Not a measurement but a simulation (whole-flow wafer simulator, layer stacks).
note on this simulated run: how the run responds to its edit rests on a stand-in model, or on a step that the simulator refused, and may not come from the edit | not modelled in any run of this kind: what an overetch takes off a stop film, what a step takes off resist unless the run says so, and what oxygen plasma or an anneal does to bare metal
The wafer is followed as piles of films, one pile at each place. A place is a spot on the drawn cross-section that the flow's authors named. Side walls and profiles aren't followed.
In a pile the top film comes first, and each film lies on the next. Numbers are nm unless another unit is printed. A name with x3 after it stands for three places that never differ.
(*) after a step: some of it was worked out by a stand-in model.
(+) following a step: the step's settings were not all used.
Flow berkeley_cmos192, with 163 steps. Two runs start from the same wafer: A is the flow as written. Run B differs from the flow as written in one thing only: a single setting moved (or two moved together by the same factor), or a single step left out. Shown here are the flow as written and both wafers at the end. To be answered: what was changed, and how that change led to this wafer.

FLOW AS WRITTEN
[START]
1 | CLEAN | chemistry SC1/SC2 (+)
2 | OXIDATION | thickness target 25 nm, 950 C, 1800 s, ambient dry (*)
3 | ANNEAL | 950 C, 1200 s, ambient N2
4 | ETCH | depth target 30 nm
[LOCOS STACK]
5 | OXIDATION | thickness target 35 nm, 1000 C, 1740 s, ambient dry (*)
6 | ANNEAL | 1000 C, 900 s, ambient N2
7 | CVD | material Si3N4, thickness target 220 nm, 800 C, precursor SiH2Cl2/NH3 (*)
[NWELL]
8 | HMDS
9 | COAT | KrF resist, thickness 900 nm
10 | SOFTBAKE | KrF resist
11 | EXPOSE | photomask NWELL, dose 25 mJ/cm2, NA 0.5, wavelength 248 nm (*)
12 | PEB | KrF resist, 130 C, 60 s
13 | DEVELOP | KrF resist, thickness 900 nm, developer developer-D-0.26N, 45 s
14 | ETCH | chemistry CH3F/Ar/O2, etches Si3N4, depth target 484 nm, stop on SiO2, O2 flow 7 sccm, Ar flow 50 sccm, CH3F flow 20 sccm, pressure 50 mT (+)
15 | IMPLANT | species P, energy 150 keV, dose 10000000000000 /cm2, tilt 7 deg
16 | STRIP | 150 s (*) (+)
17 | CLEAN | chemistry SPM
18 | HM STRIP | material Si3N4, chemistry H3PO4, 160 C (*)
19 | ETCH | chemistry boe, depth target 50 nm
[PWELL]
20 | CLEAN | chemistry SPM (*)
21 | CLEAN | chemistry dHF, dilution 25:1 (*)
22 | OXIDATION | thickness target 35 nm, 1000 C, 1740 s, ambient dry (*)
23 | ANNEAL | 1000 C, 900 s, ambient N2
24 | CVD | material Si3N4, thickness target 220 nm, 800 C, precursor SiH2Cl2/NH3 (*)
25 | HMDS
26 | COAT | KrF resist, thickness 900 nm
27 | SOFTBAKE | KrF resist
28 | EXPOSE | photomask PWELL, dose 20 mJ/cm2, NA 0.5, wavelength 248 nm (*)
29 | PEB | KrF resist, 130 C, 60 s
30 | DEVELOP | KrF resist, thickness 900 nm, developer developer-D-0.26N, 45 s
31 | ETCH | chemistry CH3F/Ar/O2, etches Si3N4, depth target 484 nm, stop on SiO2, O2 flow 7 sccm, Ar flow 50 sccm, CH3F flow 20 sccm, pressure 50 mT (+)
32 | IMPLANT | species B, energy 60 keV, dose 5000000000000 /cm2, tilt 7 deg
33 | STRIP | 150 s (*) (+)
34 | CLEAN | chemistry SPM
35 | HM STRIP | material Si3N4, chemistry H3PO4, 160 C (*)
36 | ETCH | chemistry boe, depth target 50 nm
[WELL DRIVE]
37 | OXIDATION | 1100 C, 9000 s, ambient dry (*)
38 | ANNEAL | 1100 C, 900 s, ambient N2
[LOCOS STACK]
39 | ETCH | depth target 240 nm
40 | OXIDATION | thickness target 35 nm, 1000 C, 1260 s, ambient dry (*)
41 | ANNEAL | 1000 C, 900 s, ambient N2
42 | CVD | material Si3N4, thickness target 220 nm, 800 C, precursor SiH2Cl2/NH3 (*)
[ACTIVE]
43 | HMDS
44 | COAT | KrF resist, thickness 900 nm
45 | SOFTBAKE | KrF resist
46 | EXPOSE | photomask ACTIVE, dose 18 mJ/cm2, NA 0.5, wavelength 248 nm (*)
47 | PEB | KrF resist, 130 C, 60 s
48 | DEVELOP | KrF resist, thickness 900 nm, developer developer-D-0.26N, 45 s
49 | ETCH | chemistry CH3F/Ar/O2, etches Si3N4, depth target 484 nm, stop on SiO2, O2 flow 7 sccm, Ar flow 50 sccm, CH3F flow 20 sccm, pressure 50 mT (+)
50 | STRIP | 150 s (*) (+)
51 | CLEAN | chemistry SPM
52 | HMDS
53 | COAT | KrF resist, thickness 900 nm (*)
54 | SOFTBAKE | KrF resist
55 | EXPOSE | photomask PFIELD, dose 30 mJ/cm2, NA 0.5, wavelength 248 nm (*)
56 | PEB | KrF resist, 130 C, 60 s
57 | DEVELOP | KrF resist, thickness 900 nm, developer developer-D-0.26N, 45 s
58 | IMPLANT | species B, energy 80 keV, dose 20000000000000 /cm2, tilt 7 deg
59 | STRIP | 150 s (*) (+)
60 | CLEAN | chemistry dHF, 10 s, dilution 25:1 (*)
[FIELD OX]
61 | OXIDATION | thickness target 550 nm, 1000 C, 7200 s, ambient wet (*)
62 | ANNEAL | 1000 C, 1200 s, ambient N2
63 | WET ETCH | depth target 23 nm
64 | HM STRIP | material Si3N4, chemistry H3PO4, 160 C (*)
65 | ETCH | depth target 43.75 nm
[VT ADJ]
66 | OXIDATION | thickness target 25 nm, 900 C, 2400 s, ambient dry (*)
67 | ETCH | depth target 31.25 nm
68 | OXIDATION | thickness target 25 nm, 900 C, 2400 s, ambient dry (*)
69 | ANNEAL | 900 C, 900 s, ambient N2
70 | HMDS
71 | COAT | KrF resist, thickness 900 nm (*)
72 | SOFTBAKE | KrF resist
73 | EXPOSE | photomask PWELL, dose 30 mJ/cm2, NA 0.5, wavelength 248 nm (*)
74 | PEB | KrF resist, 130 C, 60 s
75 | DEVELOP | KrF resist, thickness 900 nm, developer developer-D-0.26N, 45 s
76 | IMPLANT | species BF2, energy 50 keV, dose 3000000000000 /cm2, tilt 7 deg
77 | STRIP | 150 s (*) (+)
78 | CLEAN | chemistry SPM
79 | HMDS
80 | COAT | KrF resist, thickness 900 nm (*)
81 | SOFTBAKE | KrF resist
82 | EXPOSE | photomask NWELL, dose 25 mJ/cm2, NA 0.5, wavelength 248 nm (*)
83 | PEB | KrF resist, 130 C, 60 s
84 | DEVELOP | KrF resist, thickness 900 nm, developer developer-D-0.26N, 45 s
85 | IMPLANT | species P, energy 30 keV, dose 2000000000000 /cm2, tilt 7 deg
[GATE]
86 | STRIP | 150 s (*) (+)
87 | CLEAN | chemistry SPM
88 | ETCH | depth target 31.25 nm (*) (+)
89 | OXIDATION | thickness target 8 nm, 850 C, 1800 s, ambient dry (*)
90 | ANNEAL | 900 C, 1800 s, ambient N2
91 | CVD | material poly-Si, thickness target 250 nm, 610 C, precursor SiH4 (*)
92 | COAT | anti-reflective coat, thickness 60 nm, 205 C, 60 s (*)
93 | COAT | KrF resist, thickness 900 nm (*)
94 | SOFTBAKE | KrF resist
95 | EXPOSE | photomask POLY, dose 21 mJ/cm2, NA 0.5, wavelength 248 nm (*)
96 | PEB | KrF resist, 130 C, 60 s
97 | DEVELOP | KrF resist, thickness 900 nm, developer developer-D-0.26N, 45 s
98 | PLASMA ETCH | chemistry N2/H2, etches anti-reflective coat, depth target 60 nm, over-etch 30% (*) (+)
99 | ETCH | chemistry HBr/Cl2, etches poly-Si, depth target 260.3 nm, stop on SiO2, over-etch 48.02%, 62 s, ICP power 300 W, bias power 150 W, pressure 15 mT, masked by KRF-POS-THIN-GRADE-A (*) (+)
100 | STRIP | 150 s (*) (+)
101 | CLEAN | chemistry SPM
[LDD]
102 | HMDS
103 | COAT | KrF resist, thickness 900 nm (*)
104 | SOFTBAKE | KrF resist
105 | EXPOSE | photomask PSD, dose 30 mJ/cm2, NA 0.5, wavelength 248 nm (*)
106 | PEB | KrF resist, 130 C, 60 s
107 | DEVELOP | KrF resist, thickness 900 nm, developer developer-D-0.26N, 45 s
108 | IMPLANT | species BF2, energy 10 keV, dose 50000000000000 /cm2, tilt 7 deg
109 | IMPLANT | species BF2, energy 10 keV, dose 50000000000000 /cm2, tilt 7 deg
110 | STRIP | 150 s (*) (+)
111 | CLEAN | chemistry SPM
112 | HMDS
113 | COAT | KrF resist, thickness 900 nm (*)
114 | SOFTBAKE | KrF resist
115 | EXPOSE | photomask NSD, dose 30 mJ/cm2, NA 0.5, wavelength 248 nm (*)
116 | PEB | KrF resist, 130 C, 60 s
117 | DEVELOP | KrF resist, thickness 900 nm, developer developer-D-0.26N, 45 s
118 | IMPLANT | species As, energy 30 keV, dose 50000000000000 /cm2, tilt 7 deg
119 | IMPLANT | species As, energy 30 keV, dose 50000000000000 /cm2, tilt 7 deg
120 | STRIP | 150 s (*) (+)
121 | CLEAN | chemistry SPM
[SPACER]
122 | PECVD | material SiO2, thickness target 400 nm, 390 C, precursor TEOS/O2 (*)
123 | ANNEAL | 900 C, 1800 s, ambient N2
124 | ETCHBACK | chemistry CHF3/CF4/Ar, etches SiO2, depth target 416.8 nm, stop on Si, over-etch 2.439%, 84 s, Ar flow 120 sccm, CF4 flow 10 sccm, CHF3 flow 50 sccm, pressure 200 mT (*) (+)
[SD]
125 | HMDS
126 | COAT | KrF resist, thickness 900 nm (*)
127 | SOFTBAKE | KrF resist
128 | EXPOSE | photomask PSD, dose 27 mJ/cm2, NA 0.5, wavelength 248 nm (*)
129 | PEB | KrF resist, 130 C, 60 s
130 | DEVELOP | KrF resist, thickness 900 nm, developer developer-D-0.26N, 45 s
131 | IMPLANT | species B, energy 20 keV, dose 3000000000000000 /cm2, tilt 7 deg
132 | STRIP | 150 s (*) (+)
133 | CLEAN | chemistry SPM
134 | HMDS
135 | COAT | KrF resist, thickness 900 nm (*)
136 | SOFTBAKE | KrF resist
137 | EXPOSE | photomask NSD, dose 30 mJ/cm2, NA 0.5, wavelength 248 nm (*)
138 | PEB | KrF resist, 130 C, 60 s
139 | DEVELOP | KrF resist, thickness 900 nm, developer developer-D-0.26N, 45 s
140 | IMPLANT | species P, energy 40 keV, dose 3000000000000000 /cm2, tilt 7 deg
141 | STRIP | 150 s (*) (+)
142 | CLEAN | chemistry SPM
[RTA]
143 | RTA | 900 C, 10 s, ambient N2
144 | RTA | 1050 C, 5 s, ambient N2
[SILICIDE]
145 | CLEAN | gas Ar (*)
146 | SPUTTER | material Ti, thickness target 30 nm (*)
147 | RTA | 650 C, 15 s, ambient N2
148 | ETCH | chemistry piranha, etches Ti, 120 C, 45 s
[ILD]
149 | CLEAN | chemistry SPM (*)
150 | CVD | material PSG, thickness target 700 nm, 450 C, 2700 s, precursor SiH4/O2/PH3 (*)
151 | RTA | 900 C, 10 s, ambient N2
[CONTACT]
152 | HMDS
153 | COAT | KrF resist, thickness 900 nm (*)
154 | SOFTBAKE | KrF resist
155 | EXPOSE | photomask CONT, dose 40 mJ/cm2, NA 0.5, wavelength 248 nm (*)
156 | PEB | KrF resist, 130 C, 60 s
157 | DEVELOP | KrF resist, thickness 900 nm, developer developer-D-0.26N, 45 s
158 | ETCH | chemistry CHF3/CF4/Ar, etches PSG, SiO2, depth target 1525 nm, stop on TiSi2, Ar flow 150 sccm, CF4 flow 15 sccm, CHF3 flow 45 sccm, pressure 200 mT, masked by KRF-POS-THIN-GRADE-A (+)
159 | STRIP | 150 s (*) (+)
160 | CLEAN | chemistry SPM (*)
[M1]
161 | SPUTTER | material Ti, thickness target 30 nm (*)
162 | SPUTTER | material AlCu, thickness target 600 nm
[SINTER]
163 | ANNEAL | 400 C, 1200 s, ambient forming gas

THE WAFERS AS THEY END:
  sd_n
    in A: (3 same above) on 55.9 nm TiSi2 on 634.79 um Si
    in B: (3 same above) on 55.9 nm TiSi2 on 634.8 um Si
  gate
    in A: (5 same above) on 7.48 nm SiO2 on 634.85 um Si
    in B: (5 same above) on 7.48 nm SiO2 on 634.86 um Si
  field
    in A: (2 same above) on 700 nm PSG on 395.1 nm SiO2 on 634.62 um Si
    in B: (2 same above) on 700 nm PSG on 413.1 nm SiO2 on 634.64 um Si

What caused this: step 39, ETCH: depth target 133 nm was run, while the flow as written has depth target 240 nm.

How this came from the change, step by step:
  39 | ETCH | depth target 240 nm
      field, sd_n, spacer_n and 6 more: A SiO2 loses 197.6 (all of it) | B SiO2 loses 133
  40 | OXIDATION | thickness target 35 nm, 1000 C, 1260 s, ambient dry (*)
      field, sd_n, spacer_n and 6 more: A SiO2 gains 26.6 (new film), Si loses 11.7 | B SiO2 gains 14, Si loses 6.15
  61 | OXIDATION | thickness target 550 nm, 1000 C, 7200 s, ambient wet (*)
      gate: A SiO2 gains 12.1 (new film), Si3N4 loses 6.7, SiO2 gains 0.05, Si loses 0.05 | B SiO2 gains 12.1 (new film), Si3N4 loses 6.7
      contact: A SiO2 gains 12.1 (new film), Si3N4 loses 6.7 | B SiO2 gains 12.1 (new film), Si3N4 loses 6.7, SiO2 gains 0.07, Si loses 0.06
      (also at 3 further places)
  65 | ETCH | depth target 43.75 nm
      sd_n, spacer_n, gate, sd_p, contact: A SiO2 loses 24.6 (all of it) | B SiO2 loses 43.8
      spacer_p, gate_p, m1: A SiO2 loses 24.6 (all of it) | B SiO2 loses 43.7
  66 | OXIDATION | thickness target 25 nm, 900 C, 2400 s, ambient dry (*)
      spacer_n, gate, spacer_p, gate_p, contact, m1: A SiO2 gains 14.9 (new film), Si loses 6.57 | B SiO2 gains 9.28, Si loses 4.08
      sd_n: A SiO2 gains 14.9 (new film), Si loses 6.57 | B SiO2 gains 8.62, Si loses 3.79
      (also at 1 further place)
  67 | ETCH | depth target 31.25 nm
      spacer_n, gate, sd_p, spacer_p, gate_p, contact, m1: A SiO2 loses 14.9 (all of it) | B SiO2 loses 31.2
      sd_n: A SiO2 loses 14.9 (all of it) | B SiO2 loses 31.3
  68 | OXIDATION | thickness target 25 nm, 900 C, 2400 s, ambient dry (*)
      spacer_n, gate, spacer_p, gate_p, contact, m1: A SiO2 gains 14.9 (new film), Si loses 6.57 | B SiO2 gains 9.55, Si loses 4.2
      sd_n: A SiO2 gains 14.9 (new film), Si loses 6.57 | B SiO2 gains 8.63, Si loses 3.8
      (also at 1 further place)
  88 | ETCH | depth target 31.25 nm (*) (+)
      spacer_n, gate, spacer_p, gate_p, m1: A SiO2 loses 14.9 (all of it) | B SiO2 loses 20.4 (all of it)
      sd_n: A SiO2 loses 14.9 (all of it) | B SiO2 loses 27.9 (all of it)
      (also at 2 further places)
  92 | COAT | anti-reflective coat, thickness 60 nm, 205 C, 60 s (*)
      sd_n: A anti-reflective coat gains 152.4 (new film) | B anti-reflective coat gains 176.3 (new film)
      spacer_n: A anti-reflective coat gains 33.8 (new film) | B anti-reflective coat gains 25.6 (new film)
      (also at 6 further places)
  93 | COAT | KrF resist, thickness 900 nm (*)
      spacer_n: A KrF resist gains 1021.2 (new film) | B KrF resist gains 1046.1 (new film)
      gate: A KrF resist gains 1023.8 (new film) | B KrF resist gains 1049.1 (new film)
  97 | DEVELOP | KrF resist, thickness 900 nm, developer developer-D-0.26N, 45 s
      spacer_n: A KrF resist loses 1019.5 (all of it) | B KrF resist loses 1044.4 (all of it)
  98 | PLASMA ETCH | chemistry N2/H2, etches anti-reflective coat, depth target 60 nm, over-etch 30% (*) (+)
      field: A anti-reflective coat loses 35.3 (all of it), poly-Si loses 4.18 | B anti-reflective coat loses 35.3 (all of it), poly-Si loses 4.97
      sd_n: A anti-reflective coat loses 152.4 (all of it), poly-Si loses 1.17 | B anti-reflective coat loses 176.3 (all of it), poly-Si loses 1.36
      (also at 5 further places)
  100 | STRIP | 150 s (*) (+)
      gate: A chemical SiO2 gains 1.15 (new film), KrF resist loses 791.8 (all of it), anti-reflective coat loses 30 (all of it), poly-Si loses 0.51 | B chemical SiO2 gains 1.15 (new film), KrF resist loses 817 (all of it), anti-reflective coat loses 21.2 (all of it), poly-Si loses 0.51
      gate_p: A chemical SiO2 gains 1.15 (new film), KrF resist loses 765.1 (all of it), anti-reflective coat loses 31 (all of it), poly-Si loses 0.51 | B chemical SiO2 gains 1.15 (new film), KrF resist loses 781.1 (all of it), anti-reflective coat loses 24.4 (all of it), poly-Si loses 0.51
  147 | RTA | 650 C, 15 s, ambient N2
      sd_p: A Ti loses 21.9, TiSi first gains 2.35 (new film), TiSi2 C49 gains 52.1 (new film), Si loses 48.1 | B Ti loses 21.5, TiSi first gains 1.46 (new film), TiSi2 C49 gains 52.5 (new film), Si loses 47.8
  151 | RTA | 900 C, 10 s, ambient N2
      sd_p: A under 1 film: TiSi2 gains 52.2 (new film), TiSi first loses 2.25 (all of it), TiSi2 C49 loses 52.1 (all of it), Si loses 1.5 | B under 1 film: TiSi2 gains 51.3 (new film), TiSi first loses 1.36 (all of it), TiSi2 C49 loses 52.5 (all of it), Si loses 0.9
  153 | COAT | KrF resist, thickness 900 nm (*)
      sd_n: A KrF resist gains 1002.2 (new film) | B KrF resist gains 1022.9 (new film)
  ... 2 further steps ...
  162 | SPUTTER | material AlCu, thickness target 600 nm
      sd_p: A AlCu gains 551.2 (new film) | B AlCu gains 533 (new film)
